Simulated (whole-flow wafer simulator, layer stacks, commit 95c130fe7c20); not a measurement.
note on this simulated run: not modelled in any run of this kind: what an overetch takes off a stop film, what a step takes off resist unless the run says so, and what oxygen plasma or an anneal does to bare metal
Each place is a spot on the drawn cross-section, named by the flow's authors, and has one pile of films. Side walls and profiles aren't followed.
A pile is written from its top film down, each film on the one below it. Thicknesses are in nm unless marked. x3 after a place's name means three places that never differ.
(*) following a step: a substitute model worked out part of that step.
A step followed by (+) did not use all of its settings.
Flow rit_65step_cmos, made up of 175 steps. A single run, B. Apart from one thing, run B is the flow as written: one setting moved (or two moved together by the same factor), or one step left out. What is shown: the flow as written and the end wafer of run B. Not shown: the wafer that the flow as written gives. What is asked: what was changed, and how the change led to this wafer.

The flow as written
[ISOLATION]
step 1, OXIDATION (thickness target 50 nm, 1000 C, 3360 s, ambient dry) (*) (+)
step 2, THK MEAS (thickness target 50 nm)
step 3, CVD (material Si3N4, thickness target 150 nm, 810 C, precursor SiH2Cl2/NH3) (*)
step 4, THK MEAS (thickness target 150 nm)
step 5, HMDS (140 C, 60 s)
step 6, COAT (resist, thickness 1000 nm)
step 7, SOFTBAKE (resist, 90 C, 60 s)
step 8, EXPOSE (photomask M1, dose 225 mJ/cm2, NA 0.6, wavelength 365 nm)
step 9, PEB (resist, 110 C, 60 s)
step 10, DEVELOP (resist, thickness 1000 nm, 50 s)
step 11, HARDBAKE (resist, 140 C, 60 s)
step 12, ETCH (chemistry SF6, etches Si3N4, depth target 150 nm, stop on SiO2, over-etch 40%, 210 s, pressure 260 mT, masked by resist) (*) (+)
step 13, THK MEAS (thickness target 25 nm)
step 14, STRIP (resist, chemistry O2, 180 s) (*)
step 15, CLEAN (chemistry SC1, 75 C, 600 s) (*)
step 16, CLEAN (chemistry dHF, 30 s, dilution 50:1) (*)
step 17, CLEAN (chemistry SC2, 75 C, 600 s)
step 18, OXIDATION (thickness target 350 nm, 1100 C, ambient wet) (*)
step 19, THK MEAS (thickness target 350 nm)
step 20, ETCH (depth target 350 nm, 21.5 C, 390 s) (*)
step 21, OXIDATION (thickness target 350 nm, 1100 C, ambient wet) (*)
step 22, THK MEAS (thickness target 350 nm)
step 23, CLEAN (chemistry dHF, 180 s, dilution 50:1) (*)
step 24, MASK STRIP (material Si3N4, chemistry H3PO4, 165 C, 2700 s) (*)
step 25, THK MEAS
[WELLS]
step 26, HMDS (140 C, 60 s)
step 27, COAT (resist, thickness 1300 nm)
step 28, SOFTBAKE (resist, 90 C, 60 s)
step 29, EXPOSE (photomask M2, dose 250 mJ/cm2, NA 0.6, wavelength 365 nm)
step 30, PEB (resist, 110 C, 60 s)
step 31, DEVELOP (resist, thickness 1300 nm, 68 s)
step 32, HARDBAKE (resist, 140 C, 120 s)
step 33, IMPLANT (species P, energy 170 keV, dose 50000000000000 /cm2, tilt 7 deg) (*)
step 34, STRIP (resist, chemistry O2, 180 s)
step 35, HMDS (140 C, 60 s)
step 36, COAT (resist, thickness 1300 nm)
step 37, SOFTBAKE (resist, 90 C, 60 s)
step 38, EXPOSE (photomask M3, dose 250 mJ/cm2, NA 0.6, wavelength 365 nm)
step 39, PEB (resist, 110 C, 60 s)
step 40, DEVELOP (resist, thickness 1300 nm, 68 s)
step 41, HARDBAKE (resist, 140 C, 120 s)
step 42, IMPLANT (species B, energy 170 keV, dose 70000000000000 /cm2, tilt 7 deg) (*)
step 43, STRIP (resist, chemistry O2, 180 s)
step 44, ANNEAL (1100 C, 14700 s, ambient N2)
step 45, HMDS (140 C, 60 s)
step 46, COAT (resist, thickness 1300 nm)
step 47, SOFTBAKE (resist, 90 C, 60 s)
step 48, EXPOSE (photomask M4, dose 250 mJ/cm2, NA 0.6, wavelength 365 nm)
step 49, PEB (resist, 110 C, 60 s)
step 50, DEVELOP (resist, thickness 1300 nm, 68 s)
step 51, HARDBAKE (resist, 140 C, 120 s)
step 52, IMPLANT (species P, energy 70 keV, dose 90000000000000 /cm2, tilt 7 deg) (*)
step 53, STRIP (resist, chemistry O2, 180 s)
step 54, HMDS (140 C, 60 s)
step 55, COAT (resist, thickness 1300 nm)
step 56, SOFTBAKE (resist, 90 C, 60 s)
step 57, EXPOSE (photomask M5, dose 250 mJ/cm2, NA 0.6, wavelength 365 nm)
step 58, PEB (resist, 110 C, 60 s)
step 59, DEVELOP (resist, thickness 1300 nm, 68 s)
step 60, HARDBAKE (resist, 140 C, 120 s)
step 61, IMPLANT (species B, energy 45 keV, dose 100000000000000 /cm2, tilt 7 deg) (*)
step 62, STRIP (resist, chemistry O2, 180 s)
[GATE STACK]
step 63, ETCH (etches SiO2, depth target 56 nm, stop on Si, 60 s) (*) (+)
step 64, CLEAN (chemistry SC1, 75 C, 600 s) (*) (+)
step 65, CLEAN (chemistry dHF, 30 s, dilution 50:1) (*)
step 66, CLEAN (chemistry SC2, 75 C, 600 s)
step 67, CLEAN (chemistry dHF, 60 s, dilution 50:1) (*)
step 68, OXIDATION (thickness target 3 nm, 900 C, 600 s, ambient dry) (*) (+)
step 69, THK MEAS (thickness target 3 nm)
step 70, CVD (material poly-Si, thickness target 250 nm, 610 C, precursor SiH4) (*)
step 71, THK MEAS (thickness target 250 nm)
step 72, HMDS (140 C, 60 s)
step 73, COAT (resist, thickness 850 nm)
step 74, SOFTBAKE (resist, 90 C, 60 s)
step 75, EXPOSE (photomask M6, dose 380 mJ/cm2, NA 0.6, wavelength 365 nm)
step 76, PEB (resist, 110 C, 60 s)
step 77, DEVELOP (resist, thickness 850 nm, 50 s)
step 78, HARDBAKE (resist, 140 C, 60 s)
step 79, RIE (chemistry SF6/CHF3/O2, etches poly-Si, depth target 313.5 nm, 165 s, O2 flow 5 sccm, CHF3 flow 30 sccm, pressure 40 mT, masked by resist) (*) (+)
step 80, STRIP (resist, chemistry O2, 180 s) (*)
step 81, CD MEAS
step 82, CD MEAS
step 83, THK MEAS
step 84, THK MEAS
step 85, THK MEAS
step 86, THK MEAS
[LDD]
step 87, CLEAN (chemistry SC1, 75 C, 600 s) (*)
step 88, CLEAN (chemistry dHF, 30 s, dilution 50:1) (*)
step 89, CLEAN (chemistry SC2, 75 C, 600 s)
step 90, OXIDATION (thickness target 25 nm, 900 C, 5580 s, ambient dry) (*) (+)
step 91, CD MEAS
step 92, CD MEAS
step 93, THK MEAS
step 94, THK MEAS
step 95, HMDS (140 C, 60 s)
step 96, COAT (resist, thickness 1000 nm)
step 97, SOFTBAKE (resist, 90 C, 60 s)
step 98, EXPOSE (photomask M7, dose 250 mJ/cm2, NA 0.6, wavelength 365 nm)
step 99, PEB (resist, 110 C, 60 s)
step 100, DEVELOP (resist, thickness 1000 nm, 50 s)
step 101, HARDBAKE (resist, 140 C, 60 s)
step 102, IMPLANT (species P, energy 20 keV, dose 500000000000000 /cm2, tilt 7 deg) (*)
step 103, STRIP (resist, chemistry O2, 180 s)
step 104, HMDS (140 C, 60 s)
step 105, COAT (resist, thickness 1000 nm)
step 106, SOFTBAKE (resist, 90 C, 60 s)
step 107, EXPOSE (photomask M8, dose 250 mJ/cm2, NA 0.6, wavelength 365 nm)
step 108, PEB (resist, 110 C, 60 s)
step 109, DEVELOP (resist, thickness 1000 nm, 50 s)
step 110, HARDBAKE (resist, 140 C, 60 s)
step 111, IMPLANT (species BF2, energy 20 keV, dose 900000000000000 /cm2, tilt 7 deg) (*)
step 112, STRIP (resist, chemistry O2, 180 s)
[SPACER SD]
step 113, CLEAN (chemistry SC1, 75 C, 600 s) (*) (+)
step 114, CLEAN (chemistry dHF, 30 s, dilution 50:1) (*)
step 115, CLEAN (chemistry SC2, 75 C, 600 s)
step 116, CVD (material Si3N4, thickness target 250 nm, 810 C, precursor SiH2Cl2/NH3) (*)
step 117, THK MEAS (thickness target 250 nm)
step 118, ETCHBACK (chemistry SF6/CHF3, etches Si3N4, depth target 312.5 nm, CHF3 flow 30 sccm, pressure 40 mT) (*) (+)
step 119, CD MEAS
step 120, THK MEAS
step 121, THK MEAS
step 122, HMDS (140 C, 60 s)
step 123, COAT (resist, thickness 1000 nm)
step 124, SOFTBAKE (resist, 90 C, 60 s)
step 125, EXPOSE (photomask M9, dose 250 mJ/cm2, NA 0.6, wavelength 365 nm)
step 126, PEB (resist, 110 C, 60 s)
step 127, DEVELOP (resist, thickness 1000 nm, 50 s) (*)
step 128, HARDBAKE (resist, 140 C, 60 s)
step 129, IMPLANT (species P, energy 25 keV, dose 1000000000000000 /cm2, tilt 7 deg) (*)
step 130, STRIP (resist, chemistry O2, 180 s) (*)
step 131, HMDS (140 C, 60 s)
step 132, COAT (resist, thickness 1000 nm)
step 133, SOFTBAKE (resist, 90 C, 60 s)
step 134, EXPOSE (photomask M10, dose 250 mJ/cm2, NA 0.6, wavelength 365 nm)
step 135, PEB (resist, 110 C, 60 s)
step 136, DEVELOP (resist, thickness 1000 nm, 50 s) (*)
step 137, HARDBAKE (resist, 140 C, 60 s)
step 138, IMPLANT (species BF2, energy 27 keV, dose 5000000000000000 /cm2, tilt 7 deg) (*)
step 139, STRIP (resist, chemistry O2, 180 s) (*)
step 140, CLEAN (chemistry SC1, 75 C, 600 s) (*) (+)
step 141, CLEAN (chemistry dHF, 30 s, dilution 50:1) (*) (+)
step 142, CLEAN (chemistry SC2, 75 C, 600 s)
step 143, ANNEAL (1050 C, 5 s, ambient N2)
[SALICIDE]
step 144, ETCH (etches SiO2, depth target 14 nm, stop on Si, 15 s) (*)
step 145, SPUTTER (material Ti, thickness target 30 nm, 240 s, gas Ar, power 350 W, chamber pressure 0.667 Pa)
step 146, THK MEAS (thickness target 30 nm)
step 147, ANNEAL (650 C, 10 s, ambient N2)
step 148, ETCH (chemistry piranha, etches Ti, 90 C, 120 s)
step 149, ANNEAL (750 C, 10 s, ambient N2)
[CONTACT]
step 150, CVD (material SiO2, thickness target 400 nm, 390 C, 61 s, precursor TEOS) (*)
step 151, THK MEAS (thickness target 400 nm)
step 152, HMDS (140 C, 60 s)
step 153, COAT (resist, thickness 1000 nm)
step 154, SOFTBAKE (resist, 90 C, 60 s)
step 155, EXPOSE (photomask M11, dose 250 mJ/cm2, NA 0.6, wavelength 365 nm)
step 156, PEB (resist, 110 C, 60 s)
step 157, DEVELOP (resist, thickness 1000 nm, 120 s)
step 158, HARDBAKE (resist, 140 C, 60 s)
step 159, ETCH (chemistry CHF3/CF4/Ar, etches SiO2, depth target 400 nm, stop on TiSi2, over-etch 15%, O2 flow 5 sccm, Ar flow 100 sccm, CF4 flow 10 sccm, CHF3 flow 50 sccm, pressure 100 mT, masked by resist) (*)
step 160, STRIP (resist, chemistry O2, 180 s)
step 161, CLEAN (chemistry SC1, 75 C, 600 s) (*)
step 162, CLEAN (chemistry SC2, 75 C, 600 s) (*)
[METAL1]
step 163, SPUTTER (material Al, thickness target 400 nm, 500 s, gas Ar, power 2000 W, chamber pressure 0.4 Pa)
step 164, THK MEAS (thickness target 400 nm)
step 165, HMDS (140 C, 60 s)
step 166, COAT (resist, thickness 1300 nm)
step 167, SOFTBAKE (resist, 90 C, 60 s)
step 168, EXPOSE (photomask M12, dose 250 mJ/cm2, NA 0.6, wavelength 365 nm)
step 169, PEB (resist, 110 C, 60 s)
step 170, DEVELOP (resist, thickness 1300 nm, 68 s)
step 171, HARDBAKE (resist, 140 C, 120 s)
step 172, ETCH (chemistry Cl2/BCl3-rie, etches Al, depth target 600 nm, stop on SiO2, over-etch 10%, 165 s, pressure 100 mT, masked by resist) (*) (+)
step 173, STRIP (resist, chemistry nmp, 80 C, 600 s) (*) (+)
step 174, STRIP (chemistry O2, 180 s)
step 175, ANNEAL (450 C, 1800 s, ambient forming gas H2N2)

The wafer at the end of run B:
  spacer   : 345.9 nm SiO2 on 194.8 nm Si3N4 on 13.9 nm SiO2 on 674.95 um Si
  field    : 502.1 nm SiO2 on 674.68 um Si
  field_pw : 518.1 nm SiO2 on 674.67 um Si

What caused this: step 163, SPUTTER: 325 s was run, whereas the flow has 500 s.

How this came from the change, step by step:
  step 163, SPUTTER (material Al, thickness target 400 nm, 500 s, gas Ar, power 2000 W, chamber pressure 0.4 Pa)
      field, field_p, spacer, spacer_p: +260 Al (new film) (it would be, as written: +400 Al (new film))
      gate_n, gate_p: +260 Al (new film) (it would be, as written: +396 Al (new film))
      (as well as at 2 more places)
  step 172, ETCH (chemistry Cl2/BCl3-rie, etches Al, depth target 600 nm, stop on SiO2, over-etch 10%, 165 s, pressure 100 mT, masked by resist) (*) (+)
      field, field_p, spacer, spacer_p: -260 Al (all of it), -50 SiO2 (it would be, as written: -400 Al (all of it), -32.5 SiO2)
      gate_n, gate_p: -260 Al (all of it), -50 SiO2 (it would be, as written: -396 Al (all of it), -33 SiO2)
      (as well as at 2 more places)
